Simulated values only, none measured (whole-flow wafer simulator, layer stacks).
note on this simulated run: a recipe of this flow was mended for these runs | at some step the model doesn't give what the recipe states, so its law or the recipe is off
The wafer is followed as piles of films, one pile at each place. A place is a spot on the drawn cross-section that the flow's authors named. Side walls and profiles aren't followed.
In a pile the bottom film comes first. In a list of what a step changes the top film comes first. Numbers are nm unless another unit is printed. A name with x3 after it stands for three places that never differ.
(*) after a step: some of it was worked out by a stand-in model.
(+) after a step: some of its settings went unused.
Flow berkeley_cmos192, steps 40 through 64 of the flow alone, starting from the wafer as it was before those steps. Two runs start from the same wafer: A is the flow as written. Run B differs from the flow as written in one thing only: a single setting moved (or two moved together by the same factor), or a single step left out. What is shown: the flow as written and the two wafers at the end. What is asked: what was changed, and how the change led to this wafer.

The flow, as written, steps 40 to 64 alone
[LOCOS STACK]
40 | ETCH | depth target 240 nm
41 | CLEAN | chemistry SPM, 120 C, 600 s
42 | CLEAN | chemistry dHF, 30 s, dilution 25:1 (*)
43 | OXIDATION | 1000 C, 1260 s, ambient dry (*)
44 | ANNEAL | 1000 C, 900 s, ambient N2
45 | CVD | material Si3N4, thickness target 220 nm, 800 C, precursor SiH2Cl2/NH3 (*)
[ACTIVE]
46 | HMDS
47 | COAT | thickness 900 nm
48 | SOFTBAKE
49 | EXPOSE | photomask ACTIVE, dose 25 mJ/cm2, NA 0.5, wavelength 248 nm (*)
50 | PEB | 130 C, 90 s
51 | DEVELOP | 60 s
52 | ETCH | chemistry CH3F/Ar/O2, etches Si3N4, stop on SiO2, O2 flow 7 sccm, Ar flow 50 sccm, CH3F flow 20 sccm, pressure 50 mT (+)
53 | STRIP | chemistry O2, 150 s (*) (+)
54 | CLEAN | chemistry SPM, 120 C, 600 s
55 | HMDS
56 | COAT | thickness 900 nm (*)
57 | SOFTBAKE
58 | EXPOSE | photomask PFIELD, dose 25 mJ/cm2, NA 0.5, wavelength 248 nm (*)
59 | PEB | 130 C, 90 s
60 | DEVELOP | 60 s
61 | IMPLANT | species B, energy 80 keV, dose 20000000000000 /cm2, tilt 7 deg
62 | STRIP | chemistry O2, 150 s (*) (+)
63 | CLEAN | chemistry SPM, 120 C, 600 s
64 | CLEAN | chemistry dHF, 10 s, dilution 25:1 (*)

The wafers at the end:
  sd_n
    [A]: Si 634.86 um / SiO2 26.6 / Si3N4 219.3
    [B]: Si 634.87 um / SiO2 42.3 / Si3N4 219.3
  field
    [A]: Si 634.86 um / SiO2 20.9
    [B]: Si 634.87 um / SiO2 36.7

The reason: step 40, ETCH: depth target 170 nm was run, though the flow has depth target 240 nm.

How this came from the change, step by step:
  40 | ETCH | depth target 240 nm
      field, sd_n, spacer_n and 6 more: A -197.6 SiO2 (all of it) | B -170 SiO2
  41 | CLEAN | chemistry SPM, 120 C, 600 s
      field, sd_n, spacer_n and 6 more: A +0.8 chemical SiO2 (new film), -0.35 Si | B nothing
  42 | CLEAN | chemistry dHF, 30 s, dilution 25:1 (*)
      field, sd_n, spacer_n and 6 more: A -0.8 chemical SiO2 (all of it) | B -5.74 SiO2
  43 | OXIDATION | 1000 C, 1260 s, ambient dry (*)
      field, sd_n, spacer_n and 6 more: A +26.6 SiO2 (new film), -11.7 Si | B +20.4 SiO2, -8.97 Si
